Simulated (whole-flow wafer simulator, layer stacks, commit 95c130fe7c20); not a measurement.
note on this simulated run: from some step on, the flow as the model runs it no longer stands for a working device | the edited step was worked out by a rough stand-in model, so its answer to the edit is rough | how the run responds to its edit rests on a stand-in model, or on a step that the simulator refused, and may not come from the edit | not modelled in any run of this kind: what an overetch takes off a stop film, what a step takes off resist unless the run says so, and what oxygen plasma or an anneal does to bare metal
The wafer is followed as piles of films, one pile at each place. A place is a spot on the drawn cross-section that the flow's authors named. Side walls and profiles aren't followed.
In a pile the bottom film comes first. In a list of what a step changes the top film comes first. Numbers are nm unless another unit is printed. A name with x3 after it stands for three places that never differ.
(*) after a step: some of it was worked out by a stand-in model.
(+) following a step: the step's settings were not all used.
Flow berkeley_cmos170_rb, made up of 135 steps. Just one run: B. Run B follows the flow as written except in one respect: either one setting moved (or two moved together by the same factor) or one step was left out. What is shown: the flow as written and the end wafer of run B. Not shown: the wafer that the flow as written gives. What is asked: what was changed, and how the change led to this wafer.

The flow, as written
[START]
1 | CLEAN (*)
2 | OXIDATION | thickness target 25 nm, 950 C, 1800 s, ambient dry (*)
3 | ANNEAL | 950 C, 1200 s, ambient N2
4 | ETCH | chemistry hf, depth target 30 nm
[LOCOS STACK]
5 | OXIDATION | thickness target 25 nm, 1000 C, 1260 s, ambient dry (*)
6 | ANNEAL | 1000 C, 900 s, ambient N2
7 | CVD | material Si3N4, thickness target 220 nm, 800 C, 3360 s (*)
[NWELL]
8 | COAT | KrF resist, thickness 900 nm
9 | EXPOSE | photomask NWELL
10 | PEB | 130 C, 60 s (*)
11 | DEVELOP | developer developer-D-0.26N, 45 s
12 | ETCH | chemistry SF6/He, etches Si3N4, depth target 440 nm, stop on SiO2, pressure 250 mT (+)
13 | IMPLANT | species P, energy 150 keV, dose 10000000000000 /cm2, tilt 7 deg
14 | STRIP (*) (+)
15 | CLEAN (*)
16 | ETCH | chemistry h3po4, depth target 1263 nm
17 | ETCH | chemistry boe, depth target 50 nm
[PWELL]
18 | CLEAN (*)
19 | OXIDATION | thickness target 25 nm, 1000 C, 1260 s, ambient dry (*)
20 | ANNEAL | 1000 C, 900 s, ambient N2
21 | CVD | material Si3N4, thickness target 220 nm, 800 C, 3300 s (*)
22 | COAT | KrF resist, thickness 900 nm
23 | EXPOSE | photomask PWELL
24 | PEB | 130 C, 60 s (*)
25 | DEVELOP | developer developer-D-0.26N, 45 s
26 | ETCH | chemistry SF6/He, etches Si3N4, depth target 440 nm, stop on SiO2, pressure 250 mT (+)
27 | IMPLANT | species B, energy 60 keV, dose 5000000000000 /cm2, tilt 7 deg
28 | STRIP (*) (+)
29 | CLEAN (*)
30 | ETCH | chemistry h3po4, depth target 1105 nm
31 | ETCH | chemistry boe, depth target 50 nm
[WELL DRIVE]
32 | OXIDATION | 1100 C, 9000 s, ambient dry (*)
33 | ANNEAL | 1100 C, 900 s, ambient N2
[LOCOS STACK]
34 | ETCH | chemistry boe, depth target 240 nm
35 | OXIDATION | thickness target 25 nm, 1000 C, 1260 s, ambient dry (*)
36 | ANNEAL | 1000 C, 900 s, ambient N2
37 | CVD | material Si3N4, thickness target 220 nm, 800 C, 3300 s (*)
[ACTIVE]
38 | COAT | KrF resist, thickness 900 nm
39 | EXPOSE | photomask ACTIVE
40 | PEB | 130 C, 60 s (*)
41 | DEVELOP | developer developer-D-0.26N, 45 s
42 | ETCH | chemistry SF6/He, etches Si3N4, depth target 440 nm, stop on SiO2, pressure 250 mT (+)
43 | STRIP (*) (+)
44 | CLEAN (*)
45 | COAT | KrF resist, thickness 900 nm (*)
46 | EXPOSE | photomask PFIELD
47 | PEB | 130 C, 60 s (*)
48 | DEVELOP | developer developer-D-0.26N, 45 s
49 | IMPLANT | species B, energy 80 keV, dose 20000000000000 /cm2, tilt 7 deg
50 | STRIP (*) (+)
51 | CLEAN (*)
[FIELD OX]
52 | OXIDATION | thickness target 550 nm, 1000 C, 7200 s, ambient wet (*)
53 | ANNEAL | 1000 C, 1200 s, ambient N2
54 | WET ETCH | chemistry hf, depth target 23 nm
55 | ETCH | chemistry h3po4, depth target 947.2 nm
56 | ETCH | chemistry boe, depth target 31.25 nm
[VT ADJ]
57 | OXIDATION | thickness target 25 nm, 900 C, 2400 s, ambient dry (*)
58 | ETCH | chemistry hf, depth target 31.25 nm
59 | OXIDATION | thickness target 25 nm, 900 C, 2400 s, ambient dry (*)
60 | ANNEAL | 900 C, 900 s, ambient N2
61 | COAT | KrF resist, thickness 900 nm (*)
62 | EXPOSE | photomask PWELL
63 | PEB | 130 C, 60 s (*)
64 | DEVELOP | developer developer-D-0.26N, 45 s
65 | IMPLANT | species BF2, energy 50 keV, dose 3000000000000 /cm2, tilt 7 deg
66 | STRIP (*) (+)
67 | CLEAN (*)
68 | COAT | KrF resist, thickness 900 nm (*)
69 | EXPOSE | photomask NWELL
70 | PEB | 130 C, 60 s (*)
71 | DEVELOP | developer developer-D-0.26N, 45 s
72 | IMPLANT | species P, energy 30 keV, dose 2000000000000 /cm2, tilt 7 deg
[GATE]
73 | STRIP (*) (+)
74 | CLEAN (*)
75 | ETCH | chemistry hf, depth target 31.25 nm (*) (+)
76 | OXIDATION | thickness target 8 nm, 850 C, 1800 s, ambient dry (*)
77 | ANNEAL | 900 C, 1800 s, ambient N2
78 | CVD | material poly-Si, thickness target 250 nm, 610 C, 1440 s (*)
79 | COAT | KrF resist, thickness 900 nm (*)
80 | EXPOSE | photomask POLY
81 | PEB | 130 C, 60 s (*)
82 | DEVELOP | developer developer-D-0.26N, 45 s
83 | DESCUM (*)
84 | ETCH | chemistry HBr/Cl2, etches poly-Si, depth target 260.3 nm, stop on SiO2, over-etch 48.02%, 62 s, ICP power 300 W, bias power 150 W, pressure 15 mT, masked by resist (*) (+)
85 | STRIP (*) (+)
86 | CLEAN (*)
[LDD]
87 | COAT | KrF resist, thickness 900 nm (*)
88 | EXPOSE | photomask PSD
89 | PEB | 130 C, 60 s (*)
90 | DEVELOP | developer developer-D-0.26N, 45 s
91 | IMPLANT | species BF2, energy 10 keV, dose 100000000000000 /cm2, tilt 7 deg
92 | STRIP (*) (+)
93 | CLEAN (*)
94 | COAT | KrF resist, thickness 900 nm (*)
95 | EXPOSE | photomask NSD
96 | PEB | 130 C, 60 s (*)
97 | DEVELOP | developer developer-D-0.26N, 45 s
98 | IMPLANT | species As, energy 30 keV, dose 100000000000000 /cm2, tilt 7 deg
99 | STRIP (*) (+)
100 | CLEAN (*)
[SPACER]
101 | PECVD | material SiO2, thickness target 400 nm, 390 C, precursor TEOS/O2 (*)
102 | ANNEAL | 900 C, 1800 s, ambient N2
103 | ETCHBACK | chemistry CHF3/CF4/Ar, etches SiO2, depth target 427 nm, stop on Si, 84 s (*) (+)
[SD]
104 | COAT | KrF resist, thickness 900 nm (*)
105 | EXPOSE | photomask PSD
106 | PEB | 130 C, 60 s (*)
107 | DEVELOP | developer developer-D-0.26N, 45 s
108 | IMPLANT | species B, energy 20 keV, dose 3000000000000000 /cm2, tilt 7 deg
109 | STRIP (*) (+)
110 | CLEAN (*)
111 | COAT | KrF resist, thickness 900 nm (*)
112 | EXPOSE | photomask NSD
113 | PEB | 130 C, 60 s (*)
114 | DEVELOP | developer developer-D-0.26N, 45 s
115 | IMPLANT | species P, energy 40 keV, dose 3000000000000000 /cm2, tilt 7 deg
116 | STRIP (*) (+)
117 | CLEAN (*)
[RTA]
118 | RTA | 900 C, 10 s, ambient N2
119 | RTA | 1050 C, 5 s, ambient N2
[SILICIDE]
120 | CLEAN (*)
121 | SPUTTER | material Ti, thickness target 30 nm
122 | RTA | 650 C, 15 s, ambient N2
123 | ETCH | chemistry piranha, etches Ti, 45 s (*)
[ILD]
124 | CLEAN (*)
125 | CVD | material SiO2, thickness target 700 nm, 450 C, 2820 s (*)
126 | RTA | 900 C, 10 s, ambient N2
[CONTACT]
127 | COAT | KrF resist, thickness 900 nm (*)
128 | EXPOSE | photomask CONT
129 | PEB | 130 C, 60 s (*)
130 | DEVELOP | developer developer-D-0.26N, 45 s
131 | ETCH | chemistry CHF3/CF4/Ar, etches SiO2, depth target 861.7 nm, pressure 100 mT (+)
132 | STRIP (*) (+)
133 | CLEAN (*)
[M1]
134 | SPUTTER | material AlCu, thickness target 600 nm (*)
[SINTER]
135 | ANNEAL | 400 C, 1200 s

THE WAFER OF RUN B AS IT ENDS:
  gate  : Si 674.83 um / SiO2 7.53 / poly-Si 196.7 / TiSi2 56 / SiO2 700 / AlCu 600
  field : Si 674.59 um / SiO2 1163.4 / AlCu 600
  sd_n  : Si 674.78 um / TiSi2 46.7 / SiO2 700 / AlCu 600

The reason: step 32, OXIDATION: 14400 s was run, whereas the flow has 9000 s.

The path from the change to this, step by step:
  32 | OXIDATION | 1100 C, 9000 s, ambient dry (*)
      field, sd_n, spacer_n and 6 more: SiO2 gains 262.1 (new film), Si loses 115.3 (as written it would have been: SiO2 gains 197.6 (new film), Si loses 86.9)
  34 | ETCH | chemistry boe, depth target 240 nm
      field, sd_n, spacer_n and 6 more: SiO2 loses 240 (as written it would have been: SiO2 loses 197.6 (all of it))
  35 | OXIDATION | thickness target 25 nm, 1000 C, 1260 s, ambient dry (*)
      field, sd_n, spacer_n and 6 more: SiO2 gains 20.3, Si loses 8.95 (as written it would have been: SiO2 gains 26.6 (new film), Si loses 11.7)
  52 | OXIDATION | thickness target 550 nm, 1000 C, 7200 s, ambient wet (*)
      gate: SiO2 gains 12.9 (new film), Si3N4 loses 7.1 (as written it would have been: SiO2 gains 12.9 (new film), Si3N4 loses 7.1, SiO2 gains 0.08, Si loses 0.08)
      sd_n: SiO2 gains 12.9 (new film), Si3N4 loses 7.1, SiO2 gains 10, Si loses 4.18 (as written it would have been: SiO2 gains 12.9 (new film), Si3N4 loses 7.1, SiO2 gains 2.22, Si loses 0.84)
      (as well as at 2 more places)
  56 | ETCH | chemistry boe, depth target 31.25 nm
      spacer_n, gate, sd_p, spacer_p, gate_p, contact: SiO2 loses 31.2 (as written it would have been: SiO2 loses 26.6 (all of it))
      sd_n: SiO2 loses 31.3 (as written it would have been: SiO2 loses 28.8 (all of it))
      (as well as at 1 more place)
  57 | OXIDATION | thickness target 25 nm, 900 C, 2400 s, ambient dry (*)
      spacer_n, gate, spacer_p, gate_p, contact: SiO2 gains 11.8, Si loses 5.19 (as written it would have been: SiO2 gains 15 (new film), Si loses 6.62)
      sd_n: SiO2 gains 10.1, Si loses 4.45 (as written it would have been: SiO2 gains 15 (new film), Si loses 6.62)
      (as well as at 2 more places)
  58 | ETCH | chemistry hf, depth target 31.25 nm
      m1: SiO2 loses 31.2 (as written it would have been: SiO2 loses 15 (all of it))
      spacer_n, gate, spacer_p, gate_p, contact: SiO2 loses 23 (all of it) (as written it would have been: SiO2 loses 15 (all of it))
      (as well as at 2 more places)
  59 | OXIDATION | thickness target 25 nm, 900 C, 2400 s, ambient dry (*)
      m1: SiO2 gains 11.2, Si loses 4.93 (as written it would have been: SiO2 gains 15 (new film), Si loses 6.62)
  75 | ETCH | chemistry hf, depth target 31.25 nm (*) (+)
      m1: SiO2 loses 16.8 (all of it) (as written it would have been: SiO2 loses 15 (all of it))
  121 | SPUTTER | material Ti, thickness target 30 nm
      sd_n: Ti gains 25 (new film) (as written it would have been: Ti gains 30 (new film))
      sd_p: Ti gains 25.3 (new film) (as written it would have been: Ti gains 27.1 (new film))
  122 | RTA | 650 C, 15 s, ambient N2
      sd_n: Ti loses 19.5, TiSi2 C49 gains 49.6 (new film), Si loses 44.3 (as written it would have been: Ti loses 23.4, TiSi first gains 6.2 (new film), TiSi2 C49 gains 50.3 (new film), Si loses 49)
      sd_p: Ti loses 19.7, TiSi2 C49 gains 50.1 (new film), Si loses 44.7 (as written it would have been: Ti loses 21.1, TiSi first gains 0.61 (new film), TiSi2 C49 gains 52.9 (new film), Si loses 47.6)
  123 | ETCH | chemistry piranha, etches Ti, 45 s (*)
      sd_n: Ti loses 5.5 (all of it) (as written it would have been: Ti loses 6.6 (all of it))
  126 | RTA | 900 C, 10 s, ambient N2
      sd_n: under 1 film: TiSi2 gains 46.7 (new film), TiSi2 C49 loses 49.6 (all of it) (as written it would have been: under 1 film: TiSi2 gains 56 (new film), TiSi first loses 6.2 (all of it), TiSi2 C49 loses 50.3 (all of it), Si loses 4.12)
      sd_p: under 1 film: TiSi2 gains 47.2 (new film), TiSi2 C49 loses 50.1 (all of it) (as written it would have been: under 1 film: TiSi2 gains 50.7 (new film), TiSi first loses 0.61 (all of it), TiSi2 C49 loses 52.9 (all of it), Si loses 0.41)
